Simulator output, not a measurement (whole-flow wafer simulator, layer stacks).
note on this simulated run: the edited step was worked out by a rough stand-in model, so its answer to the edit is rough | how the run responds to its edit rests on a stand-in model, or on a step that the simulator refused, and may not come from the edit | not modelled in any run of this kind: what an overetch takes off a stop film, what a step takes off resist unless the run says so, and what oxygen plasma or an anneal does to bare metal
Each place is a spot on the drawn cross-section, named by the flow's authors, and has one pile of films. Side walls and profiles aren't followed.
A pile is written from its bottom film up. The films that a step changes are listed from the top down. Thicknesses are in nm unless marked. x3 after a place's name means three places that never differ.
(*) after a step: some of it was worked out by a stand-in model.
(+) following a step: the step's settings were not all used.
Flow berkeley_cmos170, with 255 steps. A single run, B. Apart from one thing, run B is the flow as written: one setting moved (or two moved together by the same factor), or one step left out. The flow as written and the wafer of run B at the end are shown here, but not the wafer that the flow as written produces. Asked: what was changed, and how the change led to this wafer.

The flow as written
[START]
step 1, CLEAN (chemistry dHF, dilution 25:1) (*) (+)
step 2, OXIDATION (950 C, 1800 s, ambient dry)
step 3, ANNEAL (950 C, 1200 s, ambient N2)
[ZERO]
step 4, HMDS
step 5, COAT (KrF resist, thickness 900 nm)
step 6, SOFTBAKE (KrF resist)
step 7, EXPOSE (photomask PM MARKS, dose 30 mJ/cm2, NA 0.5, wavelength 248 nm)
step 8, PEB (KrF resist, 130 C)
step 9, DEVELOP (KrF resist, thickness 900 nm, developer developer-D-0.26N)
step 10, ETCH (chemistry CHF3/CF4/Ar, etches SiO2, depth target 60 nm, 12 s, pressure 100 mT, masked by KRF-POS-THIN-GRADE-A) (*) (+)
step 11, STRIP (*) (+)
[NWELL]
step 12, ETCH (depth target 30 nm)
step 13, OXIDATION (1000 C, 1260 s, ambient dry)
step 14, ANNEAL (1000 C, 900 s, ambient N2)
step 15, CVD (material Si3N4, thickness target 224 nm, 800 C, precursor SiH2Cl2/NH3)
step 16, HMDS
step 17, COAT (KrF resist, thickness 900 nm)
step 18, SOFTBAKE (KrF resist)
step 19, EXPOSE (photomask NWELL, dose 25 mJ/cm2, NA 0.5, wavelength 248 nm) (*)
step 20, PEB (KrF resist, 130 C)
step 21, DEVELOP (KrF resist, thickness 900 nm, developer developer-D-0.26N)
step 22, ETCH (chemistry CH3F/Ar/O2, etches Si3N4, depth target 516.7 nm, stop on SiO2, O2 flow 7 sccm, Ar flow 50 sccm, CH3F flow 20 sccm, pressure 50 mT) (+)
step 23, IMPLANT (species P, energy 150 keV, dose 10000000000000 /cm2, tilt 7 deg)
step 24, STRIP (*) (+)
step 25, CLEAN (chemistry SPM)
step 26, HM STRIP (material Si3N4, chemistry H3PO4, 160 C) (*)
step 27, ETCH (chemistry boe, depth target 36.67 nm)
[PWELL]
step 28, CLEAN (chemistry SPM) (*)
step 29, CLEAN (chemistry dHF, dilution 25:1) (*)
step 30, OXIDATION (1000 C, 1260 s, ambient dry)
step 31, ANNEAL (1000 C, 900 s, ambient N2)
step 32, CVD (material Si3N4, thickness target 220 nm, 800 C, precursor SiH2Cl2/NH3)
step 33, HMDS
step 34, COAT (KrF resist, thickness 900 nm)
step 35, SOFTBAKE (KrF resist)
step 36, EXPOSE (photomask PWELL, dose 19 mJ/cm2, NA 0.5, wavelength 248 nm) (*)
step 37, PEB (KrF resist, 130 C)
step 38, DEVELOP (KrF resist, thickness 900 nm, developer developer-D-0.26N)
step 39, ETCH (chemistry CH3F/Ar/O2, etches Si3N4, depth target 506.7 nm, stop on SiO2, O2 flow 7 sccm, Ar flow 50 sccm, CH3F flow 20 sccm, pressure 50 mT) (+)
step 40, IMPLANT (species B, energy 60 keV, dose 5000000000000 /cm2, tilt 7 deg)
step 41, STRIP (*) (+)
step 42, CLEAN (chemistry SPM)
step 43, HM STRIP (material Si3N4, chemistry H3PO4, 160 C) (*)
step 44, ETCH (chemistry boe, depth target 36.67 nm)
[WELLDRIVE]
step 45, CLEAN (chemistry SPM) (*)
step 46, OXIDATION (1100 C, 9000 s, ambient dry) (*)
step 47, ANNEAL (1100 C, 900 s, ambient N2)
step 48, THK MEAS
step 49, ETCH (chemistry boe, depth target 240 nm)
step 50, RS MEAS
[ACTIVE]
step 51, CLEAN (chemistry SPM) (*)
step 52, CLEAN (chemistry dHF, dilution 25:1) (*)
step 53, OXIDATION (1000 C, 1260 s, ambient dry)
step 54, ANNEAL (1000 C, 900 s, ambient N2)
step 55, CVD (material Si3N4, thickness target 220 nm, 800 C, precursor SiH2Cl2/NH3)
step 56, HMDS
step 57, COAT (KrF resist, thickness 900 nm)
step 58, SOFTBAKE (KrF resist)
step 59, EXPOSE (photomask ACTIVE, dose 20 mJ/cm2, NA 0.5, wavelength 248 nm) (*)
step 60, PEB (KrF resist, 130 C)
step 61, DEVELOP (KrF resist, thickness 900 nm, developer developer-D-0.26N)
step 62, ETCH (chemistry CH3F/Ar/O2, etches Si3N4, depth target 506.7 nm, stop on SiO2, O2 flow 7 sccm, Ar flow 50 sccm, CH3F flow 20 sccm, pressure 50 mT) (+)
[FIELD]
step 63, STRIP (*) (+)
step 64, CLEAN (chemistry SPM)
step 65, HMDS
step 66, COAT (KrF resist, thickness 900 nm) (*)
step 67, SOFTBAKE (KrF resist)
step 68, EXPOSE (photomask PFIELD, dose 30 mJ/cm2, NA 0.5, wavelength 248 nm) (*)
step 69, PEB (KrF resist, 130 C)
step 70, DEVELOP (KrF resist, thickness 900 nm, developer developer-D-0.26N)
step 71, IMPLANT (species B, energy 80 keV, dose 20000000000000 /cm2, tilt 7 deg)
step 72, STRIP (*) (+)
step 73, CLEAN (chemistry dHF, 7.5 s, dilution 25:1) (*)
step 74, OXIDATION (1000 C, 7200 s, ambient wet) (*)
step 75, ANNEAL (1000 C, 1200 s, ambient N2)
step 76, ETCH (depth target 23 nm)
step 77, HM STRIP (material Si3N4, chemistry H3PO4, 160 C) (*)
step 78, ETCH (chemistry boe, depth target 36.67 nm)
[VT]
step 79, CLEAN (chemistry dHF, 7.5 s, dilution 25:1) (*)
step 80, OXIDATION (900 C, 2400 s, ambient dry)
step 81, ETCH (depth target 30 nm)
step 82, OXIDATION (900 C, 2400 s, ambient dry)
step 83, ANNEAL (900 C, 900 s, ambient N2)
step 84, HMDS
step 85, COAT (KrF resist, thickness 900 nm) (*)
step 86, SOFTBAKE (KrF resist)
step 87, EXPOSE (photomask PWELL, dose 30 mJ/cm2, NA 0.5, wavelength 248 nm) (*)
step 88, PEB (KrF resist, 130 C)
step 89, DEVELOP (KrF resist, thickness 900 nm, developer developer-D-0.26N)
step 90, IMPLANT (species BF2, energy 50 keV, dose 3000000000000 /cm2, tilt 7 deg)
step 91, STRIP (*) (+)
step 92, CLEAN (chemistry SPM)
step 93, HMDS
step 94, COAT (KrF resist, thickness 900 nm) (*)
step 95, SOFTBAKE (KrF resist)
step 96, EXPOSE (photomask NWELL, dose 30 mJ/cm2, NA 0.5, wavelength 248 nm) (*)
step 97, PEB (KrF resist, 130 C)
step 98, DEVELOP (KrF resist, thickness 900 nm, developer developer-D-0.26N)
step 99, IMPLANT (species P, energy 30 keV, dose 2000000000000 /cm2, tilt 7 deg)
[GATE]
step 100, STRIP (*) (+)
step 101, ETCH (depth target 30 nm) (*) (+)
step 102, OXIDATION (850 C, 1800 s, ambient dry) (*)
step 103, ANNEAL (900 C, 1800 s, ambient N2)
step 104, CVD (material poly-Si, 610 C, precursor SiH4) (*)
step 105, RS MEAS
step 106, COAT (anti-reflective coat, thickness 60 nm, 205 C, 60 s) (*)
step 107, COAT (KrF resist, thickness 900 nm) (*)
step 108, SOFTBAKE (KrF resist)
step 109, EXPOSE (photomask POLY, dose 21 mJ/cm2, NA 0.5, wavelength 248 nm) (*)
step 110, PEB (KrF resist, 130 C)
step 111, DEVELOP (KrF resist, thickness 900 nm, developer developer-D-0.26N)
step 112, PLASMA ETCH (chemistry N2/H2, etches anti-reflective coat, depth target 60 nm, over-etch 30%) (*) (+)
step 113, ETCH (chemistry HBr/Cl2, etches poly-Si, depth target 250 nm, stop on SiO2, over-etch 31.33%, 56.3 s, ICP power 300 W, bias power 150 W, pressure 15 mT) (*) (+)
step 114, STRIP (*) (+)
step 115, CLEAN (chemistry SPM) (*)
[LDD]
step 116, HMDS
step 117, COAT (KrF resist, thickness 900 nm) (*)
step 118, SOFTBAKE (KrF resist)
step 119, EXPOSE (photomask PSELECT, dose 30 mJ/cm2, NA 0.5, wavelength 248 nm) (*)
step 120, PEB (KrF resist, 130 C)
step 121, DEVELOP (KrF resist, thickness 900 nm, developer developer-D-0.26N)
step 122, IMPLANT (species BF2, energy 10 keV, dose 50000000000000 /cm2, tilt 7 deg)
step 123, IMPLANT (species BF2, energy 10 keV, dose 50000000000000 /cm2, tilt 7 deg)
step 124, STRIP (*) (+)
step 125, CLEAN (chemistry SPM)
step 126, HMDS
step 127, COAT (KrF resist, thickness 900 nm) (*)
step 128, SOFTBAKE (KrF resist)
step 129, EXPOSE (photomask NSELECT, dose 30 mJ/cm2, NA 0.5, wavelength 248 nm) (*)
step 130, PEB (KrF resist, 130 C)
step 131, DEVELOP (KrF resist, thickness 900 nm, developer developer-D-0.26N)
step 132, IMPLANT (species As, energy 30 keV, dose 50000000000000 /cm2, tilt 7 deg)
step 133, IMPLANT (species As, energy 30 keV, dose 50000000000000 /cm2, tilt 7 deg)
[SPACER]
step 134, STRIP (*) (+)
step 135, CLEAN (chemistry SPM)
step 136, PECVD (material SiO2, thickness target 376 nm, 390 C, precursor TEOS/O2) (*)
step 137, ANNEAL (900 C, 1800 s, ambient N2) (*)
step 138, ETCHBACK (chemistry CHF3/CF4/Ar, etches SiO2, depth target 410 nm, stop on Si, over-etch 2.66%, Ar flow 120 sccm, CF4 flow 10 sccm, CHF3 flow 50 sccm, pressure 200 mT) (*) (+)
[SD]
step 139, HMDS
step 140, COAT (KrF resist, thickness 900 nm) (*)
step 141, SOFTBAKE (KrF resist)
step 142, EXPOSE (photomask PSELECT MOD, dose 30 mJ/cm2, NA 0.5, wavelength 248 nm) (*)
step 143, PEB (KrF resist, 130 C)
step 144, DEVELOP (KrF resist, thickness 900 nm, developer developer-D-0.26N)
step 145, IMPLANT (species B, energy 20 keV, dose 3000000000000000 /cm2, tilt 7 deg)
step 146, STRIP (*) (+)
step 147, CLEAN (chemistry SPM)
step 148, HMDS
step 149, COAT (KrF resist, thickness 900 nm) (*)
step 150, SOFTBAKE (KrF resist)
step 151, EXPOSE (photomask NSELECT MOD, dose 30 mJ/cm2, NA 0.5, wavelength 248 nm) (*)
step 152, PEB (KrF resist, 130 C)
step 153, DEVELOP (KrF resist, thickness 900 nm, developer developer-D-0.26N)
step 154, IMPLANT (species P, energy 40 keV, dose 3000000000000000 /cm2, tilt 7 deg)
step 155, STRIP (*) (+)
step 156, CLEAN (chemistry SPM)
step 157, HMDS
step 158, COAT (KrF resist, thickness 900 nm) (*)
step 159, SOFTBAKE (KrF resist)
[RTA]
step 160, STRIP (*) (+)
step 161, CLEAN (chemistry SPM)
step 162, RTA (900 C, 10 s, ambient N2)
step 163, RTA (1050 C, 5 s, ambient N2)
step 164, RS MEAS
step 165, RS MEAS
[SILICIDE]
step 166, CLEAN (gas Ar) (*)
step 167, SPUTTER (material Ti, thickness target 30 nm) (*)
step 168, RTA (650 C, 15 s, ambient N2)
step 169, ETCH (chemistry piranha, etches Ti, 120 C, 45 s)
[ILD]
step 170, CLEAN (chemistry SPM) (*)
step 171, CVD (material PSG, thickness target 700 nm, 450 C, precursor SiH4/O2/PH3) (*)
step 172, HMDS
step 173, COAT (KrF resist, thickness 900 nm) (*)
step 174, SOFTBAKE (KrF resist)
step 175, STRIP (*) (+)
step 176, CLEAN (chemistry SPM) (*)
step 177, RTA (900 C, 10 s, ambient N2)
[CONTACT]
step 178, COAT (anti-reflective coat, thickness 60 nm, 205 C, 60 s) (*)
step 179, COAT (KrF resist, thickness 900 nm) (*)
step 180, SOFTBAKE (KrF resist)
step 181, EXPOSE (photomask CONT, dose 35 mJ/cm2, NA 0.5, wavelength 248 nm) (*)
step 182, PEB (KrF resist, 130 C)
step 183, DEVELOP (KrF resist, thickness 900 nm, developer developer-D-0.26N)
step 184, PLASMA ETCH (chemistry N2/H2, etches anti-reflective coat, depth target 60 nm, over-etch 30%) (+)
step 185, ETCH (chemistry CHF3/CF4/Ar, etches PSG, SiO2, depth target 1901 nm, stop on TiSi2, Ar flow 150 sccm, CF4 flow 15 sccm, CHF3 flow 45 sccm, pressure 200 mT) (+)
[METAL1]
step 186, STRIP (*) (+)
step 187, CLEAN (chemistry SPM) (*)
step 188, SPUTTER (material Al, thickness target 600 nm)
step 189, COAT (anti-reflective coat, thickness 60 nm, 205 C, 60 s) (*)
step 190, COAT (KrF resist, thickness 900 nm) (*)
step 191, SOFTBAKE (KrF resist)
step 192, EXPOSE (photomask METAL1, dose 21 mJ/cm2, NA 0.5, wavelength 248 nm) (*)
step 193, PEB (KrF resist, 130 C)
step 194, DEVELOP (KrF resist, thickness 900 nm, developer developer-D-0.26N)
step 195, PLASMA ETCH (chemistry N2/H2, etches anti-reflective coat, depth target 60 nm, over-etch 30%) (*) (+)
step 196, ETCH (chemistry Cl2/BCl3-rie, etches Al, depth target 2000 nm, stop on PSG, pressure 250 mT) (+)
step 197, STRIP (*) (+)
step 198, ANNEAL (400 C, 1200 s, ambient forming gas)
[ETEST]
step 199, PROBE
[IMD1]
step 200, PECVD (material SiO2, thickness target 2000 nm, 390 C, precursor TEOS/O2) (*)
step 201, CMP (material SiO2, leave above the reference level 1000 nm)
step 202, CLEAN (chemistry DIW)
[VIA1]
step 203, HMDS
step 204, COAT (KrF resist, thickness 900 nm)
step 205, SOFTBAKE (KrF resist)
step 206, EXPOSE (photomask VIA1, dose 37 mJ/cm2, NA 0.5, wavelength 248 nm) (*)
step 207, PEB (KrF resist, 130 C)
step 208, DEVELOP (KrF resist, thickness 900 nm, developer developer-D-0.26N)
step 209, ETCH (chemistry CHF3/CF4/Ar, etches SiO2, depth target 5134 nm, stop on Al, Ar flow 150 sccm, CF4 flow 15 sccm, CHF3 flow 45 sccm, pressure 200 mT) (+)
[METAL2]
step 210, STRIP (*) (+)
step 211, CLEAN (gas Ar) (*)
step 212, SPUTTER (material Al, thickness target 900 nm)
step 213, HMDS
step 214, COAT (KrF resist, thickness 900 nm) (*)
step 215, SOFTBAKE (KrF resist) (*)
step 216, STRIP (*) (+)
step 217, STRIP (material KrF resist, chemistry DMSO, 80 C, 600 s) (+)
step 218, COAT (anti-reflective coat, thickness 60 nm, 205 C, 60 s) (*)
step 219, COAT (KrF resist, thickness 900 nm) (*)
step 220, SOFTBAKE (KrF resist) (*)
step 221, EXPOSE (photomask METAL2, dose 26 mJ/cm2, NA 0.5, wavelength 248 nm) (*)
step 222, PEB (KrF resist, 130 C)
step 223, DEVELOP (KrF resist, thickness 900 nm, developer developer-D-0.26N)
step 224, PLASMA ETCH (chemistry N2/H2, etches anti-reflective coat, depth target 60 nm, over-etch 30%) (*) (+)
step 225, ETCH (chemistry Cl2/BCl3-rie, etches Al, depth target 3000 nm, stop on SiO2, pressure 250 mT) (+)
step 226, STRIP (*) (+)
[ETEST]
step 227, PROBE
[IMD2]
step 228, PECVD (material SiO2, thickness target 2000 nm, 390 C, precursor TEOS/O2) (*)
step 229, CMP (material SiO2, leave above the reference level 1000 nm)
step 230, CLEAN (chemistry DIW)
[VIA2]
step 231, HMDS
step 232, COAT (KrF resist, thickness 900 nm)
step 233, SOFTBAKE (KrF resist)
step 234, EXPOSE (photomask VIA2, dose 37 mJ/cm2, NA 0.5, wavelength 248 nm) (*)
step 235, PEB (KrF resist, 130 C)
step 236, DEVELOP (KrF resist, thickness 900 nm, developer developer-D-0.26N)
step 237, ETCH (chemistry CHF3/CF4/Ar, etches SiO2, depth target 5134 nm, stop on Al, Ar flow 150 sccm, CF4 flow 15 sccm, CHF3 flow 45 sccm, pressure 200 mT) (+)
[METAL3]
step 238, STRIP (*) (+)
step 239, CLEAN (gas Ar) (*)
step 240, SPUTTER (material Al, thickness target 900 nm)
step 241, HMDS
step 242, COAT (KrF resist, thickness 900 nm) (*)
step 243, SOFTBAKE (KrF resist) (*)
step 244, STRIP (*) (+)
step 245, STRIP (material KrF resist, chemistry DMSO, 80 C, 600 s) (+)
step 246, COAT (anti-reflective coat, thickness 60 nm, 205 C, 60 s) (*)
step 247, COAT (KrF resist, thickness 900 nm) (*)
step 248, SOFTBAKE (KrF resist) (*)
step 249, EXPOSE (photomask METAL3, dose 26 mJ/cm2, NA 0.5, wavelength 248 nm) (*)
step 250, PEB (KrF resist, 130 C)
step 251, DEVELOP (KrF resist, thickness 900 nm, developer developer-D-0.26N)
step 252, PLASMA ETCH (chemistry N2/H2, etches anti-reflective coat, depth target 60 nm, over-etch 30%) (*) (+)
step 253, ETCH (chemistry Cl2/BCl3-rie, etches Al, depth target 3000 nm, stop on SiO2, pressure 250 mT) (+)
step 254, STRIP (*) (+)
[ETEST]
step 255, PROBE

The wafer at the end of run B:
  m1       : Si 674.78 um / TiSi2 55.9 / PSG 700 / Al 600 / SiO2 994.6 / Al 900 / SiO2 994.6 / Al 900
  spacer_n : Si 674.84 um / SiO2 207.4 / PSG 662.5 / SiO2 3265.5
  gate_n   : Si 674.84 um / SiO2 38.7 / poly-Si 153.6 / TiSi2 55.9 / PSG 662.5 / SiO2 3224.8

The reason: step 102, OXIDATION: 1020 C was run, while the flow as written has 850 C.

Step by step, how the change led to this:
  step 102, OXIDATION (850 C, 1800 s, ambient dry) (*)
      sd_n, spacer_n, gate_n and 8 more: +38.7 SiO2 (new film), -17 Si (as written it would have been: +7.48 SiO2 (new film), -3.29 Si)
      field: +5.76 SiO2, -2.54 Si (as written it would have been: +0.51 SiO2, -0.23 Si)
  step 106, COAT (anti-reflective coat, thickness 60 nm, 205 C, 60 s) (*)
      sd_n: +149 anti-reflective coat (new film) (as written it would have been: +158.6 anti-reflective coat (new film))
      spacer_n: +35 anti-reflective coat (new film) (as written it would have been: +31.5 anti-reflective coat (new film))
      (also at 5 further places)
  step 112, PLASMA ETCH (chemistry N2/H2, etches anti-reflective coat, depth target 60 nm, over-etch 30%) (*) (+)
      sd_n: -149 anti-reflective coat (all of it), -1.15 poly-Si (as written it would have been: -158.6 anti-reflective coat (all of it), -1.22 poly-Si)
      spacer_n: -35 anti-reflective coat (all of it), -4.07 poly-Si (as written it would have been: -31.5 anti-reflective coat (all of it), -4.48 poly-Si)
      (also at 3 further places)
  step 114, STRIP (*) (+)
      gate_n: +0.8 chemical SiO2 (new film), -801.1 KrF resist (all of it), -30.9 anti-reflective coat (all of it), -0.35 poly-Si (as written it would have been: +0.8 chemical SiO2 (new film), -812.6 KrF resist (all of it), -27.3 anti-reflective coat (all of it), -0.35 poly-Si)
      gate_p: +0.8 chemical SiO2 (new film), -774.6 KrF resist (all of it), -32.1 anti-reflective coat (all of it), -0.35 poly-Si (as written it would have been: +0.8 chemical SiO2 (new film), -782.1 KrF resist (all of it), -29.6 anti-reflective coat (all of it), -0.35 poly-Si)
  step 138, ETCHBACK (chemistry CHF3/CF4/Ar, etches SiO2, depth target 410 nm, stop on Si, over-etch 2.66%, Ar flow 120 sccm, CF4 flow 10 sccm, CHF3 flow 50 sccm, pressure 200 mT) (*) (+)
      contact, m1, via1, m2, via2: -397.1 SiO2 (all of it) (as written it would have been: -366 SiO2 (all of it))
      sd_n, sd_p: -397.2 SiO2 (all of it) (as written it would have been: -366 SiO2 (all of it))
  step 140, COAT (KrF resist, thickness 900 nm) (*)
      spacer_n: +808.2 KrF resist (new film) (as written it would have been: +825.5 KrF resist (new film))
      gate_n: +776 KrF resist (new film) (as written it would have been: +792.8 KrF resist (new film))
      (also at 2 further places)
  step 144, DEVELOP (KrF resist, thickness 900 nm, developer developer-D-0.26N)
      spacer_p: -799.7 KrF resist (all of it) (as written it would have been: -817.6 KrF resist (all of it))
      gate_p: -767.4 KrF resist (all of it) (as written it would have been: -784.8 KrF resist (all of it))
  step 146, STRIP (*) (+)
      spacer_n: -792.8 KrF resist (all of it) (as written it would have been: -810 KrF resist (all of it))
      gate_n: +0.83 chemical SiO2 (new film), -760.6 KrF resist (all of it), -0.36 poly-Si (as written it would have been: +0.83 chemical SiO2 (new film), -777.3 KrF resist (all of it), -0.36 poly-Si)
  step 149, COAT (KrF resist, thickness 900 nm) (*)
      spacer_n: +808.5 KrF resist (new film) (as written it would have been: +825.9 KrF resist (new film))
      gate_n: +775.7 KrF resist (new film) (as written it would have been: +792.7 KrF resist (new film))
      (also at 2 further places)
  step 153, DEVELOP (KrF resist, thickness 900 nm, developer developer-D-0.26N)
      spacer_n: -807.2 KrF resist (all of it) (as written it would have been: -824.6 KrF resist (all of it))
      gate_n: -774.5 KrF resist (all of it) (as written it would have been: -791.5 KrF resist (all of it))
  step 155, STRIP (*) (+)
      spacer_p: -785.8 KrF resist (all of it) (as written it would have been: -804 KrF resist (all of it))
      gate_p: -752.9 KrF resist (all of it), +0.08 chemical SiO2 (as written it would have been: -770.7 KrF resist (all of it), +0.08 chemical SiO2)
  step 158, COAT (KrF resist, thickness 900 nm) (*)
      spacer_n: +808.6 KrF resist (new film) (as written it would have been: +825.6 KrF resist (new film))
      gate_n: +775.6 KrF resist (new film) (as written it would have been: +792.3 KrF resist (new film))
      (also at 2 further places)
  step 160, STRIP (*) (+)
      spacer_n: -808.6 KrF resist (all of it) (as written it would have been: -825.6 KrF resist (all of it))
      gate_n: -775.6 KrF resist (all of it), +0.07 chemical SiO2 (as written it would have been: -792.3 KrF resist (all of it), +0.07 chemical SiO2)
      (also at 2 further places)
  step 173, COAT (KrF resist, thickness 900 nm) (*)
      sd_n: +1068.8 KrF resist (new film) (as written it would have been: +1038.7 KrF resist (new film))
  step 175, STRIP (*) (+)
      sd_n: -1068.8 KrF resist (all of it) (as written it would have been: -1038.7 KrF resist (all of it))
  step 178, COAT (anti-reflective coat, thickness 60 nm, 205 C, 60 s) (*)
      sd_n: +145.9 anti-reflective coat (new film) (as written it would have been: +135.1 anti-reflective coat (new film))
      gate_n: +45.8 anti-reflective coat (new film) (as written it would have been: +48.3 anti-reflective coat (new film))
      (also at 4 further places)
  ... 8 other steps ...
  step 201, CMP (material SiO2, leave above the reference level 1000 nm)
      spacer_n, spacer_p: -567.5 SiO2 (as written it would have been: -536.3 SiO2)
      gate_n, gate_p: -608.3 SiO2 (as written it would have been: -577.1 SiO2)
      (also at 2 further places)
